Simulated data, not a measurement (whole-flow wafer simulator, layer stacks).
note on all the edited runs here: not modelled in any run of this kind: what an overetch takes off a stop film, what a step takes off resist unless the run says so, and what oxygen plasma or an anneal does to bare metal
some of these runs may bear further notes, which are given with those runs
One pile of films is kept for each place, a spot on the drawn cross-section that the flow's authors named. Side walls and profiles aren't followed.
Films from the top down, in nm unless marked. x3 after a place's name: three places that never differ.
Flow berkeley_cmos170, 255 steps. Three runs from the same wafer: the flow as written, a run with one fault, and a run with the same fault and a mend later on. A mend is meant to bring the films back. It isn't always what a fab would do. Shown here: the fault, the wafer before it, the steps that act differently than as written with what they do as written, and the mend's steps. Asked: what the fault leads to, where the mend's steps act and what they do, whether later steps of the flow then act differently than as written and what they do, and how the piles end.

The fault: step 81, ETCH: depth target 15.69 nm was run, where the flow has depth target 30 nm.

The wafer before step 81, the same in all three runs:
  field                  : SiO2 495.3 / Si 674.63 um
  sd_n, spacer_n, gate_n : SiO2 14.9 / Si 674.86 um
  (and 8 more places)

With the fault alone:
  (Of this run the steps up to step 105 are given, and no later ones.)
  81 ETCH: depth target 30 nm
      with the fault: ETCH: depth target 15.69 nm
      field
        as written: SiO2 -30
        with the fault: SiO2 -15.7
  No later step of the flow up to step 105 acts differently than as written, at any place that is followed, by more than 2% or 0.5 nm, whichever is larger.
  After step 105 the piles differ from the flow's by more than 2% or 0.5 nm, whichever is larger, at field.
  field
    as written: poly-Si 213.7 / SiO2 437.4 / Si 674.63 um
    with the fault: poly-Si 213.7 / SiO2 451.7 / Si 674.63 um

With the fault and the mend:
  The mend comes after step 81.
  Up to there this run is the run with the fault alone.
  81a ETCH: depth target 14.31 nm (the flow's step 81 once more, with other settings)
      field
        SiO2 -14.3
  No later step of the flow acts differently than as written at any place that is followed.
  At the end the piles are the same as the flow's at every place that both follow.
